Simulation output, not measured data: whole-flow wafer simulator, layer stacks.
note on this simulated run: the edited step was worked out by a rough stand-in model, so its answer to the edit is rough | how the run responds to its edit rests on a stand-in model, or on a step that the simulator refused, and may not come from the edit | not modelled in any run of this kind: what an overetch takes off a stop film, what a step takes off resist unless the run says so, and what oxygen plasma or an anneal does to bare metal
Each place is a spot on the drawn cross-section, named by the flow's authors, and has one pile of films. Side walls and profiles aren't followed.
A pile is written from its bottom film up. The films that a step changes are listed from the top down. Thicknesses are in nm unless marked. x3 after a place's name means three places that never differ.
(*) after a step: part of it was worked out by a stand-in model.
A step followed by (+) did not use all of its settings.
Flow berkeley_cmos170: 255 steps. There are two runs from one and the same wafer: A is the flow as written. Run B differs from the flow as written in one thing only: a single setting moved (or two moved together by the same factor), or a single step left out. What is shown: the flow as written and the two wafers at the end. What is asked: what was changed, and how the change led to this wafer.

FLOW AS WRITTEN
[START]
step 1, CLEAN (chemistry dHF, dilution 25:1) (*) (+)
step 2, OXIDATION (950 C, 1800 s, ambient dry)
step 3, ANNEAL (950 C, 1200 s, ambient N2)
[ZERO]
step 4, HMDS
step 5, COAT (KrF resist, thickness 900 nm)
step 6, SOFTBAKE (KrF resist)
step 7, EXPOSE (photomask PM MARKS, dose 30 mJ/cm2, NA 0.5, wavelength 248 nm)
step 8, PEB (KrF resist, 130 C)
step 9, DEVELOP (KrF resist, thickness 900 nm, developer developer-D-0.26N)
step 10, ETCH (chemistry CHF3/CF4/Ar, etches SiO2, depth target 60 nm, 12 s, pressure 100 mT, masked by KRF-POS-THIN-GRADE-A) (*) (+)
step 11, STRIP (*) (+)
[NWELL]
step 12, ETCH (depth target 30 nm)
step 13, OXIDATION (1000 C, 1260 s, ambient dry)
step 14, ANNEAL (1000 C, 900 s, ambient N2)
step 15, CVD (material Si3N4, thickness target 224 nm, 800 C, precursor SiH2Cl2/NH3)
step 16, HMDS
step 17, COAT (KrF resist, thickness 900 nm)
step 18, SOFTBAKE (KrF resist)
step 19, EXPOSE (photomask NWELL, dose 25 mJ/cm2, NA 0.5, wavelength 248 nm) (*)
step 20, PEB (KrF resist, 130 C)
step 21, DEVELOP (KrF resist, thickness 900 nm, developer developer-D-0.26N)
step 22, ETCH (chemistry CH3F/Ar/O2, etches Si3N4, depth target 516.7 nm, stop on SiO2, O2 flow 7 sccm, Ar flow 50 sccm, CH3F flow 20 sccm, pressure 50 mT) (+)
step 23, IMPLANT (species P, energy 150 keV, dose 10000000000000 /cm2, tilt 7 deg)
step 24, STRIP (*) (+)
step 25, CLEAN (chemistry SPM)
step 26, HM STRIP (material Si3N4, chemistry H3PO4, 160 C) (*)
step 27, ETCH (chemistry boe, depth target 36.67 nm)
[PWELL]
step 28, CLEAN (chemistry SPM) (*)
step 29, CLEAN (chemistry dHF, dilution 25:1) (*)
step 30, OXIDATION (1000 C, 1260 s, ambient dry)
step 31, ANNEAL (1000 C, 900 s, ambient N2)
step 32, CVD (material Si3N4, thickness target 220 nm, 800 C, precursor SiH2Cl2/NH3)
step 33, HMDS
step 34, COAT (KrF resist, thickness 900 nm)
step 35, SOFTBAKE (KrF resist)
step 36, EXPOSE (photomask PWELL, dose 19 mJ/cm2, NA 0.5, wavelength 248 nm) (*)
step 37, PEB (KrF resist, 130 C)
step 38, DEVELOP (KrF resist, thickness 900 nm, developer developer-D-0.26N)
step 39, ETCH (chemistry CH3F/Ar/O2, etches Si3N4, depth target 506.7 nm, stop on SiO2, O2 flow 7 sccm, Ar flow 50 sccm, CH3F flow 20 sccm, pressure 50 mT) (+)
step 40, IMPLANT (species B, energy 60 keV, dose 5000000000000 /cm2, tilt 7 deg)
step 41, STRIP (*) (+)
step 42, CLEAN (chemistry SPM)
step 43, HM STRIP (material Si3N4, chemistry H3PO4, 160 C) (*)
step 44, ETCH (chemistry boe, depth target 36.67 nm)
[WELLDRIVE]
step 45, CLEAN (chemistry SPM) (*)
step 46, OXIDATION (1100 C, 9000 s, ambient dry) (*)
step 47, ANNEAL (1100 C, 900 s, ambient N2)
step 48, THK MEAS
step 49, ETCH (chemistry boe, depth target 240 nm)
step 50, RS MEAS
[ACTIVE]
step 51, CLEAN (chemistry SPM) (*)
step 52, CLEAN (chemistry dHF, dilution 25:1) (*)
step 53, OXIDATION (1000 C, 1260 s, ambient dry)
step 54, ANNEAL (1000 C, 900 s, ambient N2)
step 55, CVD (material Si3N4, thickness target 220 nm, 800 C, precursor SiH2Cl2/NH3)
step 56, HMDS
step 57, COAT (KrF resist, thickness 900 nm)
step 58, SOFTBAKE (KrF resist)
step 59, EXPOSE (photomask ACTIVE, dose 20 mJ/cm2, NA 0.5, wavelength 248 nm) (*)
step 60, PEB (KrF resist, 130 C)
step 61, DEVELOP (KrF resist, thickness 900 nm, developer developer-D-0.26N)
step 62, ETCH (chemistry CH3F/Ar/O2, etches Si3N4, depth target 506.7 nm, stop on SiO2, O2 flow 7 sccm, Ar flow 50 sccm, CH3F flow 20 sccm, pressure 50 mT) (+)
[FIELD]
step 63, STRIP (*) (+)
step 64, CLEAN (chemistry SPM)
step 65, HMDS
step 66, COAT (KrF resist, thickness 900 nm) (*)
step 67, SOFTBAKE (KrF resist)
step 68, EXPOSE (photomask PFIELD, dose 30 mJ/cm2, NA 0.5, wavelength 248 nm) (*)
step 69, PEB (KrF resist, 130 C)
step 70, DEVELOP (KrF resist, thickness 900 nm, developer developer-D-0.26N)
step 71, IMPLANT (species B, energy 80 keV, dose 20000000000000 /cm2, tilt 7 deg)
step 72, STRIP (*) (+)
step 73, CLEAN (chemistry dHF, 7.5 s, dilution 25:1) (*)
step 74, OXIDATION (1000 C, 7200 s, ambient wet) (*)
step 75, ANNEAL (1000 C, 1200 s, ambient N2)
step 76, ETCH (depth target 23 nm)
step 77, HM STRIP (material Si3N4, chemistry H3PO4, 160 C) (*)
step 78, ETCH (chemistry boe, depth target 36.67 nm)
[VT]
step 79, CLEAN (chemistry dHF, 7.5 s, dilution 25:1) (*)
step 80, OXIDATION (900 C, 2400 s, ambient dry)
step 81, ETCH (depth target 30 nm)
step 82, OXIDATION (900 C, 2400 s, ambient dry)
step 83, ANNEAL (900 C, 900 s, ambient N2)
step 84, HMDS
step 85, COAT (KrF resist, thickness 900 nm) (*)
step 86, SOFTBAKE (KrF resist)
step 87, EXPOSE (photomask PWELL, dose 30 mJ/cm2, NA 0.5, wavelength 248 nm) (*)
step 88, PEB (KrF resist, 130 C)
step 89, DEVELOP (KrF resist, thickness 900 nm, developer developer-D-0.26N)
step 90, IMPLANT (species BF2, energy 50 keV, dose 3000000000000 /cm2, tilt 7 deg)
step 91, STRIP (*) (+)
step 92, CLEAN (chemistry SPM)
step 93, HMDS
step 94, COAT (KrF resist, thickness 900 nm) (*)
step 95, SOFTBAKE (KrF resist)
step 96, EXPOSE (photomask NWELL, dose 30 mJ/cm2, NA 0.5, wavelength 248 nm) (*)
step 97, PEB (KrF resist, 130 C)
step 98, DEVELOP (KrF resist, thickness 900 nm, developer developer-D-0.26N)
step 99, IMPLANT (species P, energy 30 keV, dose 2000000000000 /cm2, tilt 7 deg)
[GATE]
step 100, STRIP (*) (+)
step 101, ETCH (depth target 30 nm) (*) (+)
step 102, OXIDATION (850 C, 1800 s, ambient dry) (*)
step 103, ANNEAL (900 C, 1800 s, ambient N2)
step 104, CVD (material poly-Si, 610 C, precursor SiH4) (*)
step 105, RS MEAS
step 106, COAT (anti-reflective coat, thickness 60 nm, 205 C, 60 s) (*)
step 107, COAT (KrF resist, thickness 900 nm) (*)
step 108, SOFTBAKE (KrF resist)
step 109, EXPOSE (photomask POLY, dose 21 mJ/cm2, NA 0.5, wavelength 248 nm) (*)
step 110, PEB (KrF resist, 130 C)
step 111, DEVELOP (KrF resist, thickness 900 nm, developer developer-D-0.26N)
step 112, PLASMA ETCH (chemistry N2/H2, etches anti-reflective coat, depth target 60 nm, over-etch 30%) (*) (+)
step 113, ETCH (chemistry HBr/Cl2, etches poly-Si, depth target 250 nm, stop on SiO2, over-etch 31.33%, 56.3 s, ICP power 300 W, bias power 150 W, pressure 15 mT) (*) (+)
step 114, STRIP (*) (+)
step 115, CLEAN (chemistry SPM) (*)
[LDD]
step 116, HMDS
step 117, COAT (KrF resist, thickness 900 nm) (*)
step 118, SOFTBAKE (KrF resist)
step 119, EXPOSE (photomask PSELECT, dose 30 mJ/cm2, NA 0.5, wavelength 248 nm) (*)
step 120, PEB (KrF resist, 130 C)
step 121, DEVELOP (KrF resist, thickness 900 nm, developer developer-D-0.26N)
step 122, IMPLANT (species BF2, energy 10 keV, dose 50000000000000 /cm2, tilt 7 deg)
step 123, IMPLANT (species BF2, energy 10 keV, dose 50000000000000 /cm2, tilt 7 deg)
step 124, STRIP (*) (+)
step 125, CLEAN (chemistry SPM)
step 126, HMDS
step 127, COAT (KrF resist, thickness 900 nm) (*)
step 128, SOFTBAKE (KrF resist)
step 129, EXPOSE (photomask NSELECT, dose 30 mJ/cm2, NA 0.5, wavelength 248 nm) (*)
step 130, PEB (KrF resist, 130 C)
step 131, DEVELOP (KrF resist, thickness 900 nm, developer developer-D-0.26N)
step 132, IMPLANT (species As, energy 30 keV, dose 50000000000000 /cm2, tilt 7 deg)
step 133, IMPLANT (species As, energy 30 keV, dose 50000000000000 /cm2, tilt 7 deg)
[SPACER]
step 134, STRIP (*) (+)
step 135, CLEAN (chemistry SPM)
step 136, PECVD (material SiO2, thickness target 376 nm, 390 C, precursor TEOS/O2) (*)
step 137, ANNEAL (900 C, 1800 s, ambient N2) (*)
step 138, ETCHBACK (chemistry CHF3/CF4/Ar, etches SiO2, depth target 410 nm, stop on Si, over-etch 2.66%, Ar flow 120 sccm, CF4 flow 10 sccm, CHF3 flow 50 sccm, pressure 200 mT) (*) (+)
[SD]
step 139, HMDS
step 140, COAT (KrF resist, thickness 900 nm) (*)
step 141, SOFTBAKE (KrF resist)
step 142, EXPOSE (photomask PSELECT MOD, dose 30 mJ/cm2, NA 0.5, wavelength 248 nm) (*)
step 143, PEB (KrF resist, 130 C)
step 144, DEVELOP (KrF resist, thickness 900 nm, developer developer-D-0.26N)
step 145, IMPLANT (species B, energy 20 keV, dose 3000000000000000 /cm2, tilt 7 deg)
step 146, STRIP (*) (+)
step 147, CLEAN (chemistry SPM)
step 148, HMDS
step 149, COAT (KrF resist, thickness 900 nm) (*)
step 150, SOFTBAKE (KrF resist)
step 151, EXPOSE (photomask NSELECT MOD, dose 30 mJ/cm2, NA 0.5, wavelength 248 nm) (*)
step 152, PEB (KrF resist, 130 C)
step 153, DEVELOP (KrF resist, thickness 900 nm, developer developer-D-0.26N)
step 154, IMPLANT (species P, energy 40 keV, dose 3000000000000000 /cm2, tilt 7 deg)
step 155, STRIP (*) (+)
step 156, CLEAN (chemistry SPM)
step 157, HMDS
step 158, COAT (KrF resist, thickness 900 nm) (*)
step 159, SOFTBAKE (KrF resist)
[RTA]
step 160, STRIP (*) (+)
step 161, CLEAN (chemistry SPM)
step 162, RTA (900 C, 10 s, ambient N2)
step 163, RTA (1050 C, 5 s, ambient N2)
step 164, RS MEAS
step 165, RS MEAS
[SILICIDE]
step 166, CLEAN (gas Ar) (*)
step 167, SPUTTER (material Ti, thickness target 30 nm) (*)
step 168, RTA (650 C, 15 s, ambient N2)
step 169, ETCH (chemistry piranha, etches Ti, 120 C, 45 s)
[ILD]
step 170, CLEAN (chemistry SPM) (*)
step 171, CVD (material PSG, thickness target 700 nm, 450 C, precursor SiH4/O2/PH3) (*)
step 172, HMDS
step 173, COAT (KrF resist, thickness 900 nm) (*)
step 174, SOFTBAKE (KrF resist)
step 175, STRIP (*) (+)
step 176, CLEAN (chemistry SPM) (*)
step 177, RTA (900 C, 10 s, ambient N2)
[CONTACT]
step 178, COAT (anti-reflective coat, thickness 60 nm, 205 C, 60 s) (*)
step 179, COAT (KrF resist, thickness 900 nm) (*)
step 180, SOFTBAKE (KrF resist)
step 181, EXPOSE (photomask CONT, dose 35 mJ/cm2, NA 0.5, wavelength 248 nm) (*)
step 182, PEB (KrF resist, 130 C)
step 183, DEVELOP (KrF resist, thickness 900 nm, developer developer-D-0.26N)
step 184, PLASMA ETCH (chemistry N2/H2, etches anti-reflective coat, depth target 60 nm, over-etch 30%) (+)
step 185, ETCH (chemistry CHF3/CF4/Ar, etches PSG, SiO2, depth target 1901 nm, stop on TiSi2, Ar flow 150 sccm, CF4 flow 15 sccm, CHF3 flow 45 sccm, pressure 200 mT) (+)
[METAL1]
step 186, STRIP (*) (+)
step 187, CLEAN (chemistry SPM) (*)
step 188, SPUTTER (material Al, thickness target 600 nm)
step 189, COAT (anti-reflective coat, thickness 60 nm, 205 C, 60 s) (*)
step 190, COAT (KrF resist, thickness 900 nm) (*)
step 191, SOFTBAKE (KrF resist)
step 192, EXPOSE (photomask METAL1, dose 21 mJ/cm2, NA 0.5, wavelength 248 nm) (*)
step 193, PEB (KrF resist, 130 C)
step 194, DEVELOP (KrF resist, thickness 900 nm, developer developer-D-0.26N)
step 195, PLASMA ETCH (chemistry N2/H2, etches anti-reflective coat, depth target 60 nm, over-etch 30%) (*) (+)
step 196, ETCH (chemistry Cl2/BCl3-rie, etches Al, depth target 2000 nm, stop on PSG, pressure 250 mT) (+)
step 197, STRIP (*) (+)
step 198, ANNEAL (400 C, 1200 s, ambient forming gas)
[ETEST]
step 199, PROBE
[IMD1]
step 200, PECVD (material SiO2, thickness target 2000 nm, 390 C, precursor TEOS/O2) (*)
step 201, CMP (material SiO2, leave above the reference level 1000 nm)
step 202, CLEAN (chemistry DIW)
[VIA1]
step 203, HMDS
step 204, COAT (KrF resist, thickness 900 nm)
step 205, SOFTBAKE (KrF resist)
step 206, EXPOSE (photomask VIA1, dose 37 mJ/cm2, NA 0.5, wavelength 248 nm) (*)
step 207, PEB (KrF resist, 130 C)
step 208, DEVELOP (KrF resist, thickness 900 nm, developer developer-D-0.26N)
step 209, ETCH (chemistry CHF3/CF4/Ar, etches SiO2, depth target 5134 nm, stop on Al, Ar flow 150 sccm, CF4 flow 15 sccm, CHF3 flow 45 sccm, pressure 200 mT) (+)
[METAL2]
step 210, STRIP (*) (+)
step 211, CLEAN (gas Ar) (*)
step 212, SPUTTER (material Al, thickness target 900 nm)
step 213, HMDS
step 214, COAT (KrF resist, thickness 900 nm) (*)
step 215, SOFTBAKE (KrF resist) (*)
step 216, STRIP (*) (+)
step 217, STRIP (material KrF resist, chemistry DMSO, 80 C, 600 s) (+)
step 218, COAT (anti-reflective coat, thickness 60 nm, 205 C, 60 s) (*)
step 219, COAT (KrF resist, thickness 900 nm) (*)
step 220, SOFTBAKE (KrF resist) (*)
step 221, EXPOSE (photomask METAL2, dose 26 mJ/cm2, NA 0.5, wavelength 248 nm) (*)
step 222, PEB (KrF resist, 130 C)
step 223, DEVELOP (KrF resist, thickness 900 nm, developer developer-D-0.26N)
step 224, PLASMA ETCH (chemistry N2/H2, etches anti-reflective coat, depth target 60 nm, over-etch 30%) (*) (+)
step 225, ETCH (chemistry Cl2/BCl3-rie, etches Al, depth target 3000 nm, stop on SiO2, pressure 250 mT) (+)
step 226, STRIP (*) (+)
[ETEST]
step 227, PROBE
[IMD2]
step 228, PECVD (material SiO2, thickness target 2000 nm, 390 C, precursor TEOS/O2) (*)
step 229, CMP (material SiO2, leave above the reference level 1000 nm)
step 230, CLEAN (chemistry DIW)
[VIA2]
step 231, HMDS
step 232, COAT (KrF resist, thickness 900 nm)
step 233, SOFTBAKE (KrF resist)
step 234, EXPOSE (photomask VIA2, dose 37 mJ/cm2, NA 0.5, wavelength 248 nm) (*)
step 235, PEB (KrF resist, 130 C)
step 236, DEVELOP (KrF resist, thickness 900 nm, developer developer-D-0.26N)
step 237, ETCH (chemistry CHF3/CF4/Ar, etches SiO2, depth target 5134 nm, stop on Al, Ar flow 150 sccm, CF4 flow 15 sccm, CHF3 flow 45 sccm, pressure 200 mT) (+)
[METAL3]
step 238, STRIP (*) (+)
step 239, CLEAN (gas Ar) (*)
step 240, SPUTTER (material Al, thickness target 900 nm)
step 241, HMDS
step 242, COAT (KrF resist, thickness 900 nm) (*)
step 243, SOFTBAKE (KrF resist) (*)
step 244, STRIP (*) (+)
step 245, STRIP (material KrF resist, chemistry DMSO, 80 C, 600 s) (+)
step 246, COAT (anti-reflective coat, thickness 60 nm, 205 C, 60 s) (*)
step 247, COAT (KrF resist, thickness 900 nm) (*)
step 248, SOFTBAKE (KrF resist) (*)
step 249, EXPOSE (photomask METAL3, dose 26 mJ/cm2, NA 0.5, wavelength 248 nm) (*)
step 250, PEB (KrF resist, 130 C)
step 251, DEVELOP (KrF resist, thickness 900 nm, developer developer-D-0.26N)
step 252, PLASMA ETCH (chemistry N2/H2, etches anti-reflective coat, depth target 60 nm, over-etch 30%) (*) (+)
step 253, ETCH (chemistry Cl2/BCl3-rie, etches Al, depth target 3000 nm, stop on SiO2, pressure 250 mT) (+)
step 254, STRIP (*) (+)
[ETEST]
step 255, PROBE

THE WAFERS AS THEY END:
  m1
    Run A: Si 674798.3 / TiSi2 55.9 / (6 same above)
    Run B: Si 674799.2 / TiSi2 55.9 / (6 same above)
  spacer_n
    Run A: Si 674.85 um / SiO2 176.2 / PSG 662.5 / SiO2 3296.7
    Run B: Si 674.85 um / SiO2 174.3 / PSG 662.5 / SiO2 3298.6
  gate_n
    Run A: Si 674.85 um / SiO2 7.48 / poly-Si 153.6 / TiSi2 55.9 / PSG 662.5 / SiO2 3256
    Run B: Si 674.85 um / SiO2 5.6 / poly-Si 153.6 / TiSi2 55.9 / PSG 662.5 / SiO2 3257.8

The reason: step 102, OXIDATION: 1080 s was run, while the flow as written has 1800 s.

The path from the change to this, step by step:
  step 102, OXIDATION (850 C, 1800 s, ambient dry) (*)
      sd_n, spacer_n, gate_n and 8 more: A +7.48 SiO2 (new film), -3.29 Si | B +5.6 SiO2 (new film), -2.47 Si
